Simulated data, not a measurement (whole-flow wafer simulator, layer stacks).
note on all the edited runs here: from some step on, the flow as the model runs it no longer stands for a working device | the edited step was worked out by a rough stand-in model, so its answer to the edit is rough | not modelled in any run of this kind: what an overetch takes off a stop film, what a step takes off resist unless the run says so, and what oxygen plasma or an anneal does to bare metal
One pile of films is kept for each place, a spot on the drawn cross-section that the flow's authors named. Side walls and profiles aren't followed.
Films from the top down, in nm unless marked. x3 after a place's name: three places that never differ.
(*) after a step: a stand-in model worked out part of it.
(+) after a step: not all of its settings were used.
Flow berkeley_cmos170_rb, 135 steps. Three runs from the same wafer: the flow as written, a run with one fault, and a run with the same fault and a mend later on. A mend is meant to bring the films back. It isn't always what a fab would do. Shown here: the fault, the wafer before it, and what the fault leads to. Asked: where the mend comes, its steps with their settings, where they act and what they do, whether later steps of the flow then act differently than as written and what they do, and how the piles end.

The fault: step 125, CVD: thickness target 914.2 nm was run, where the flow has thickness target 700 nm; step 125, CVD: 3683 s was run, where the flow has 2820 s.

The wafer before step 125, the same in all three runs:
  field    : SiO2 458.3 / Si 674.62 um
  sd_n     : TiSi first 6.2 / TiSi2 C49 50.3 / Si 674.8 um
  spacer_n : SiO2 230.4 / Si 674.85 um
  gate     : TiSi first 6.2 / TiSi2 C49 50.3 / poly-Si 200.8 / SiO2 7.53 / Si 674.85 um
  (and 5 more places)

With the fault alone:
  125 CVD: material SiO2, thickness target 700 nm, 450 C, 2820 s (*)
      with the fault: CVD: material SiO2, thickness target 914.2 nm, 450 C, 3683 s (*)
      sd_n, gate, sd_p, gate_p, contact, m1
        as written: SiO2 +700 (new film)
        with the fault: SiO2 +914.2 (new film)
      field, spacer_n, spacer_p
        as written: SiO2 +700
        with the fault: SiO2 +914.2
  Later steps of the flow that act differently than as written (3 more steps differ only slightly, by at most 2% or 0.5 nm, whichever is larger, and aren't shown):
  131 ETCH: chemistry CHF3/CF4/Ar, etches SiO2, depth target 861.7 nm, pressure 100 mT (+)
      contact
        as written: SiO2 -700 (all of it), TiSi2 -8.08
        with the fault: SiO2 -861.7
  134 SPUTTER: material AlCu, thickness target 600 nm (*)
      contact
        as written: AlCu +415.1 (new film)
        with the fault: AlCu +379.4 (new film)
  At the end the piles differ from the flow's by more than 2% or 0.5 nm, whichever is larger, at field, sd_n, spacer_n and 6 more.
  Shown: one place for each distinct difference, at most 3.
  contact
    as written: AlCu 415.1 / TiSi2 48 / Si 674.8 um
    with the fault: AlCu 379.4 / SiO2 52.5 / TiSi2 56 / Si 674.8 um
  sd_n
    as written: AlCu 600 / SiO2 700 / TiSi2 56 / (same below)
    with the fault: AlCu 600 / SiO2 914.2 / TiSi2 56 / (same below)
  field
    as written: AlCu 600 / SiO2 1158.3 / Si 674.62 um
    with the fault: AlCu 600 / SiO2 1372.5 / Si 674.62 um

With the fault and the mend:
  The mend comes after step 125.
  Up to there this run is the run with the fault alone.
  125a ETCH: chemistry boe, depth target 211 nm
      field, sd_n, spacer_n and 6 more
        SiO2 -211
  No later step of the flow acts differently than as written, at any place that is followed, by more than 2% or 0.5 nm, whichever is larger.
  At the end the piles differ from the flow's only slightly at the places that both follow, by at most 2% or 0.5 nm, whichever is larger.
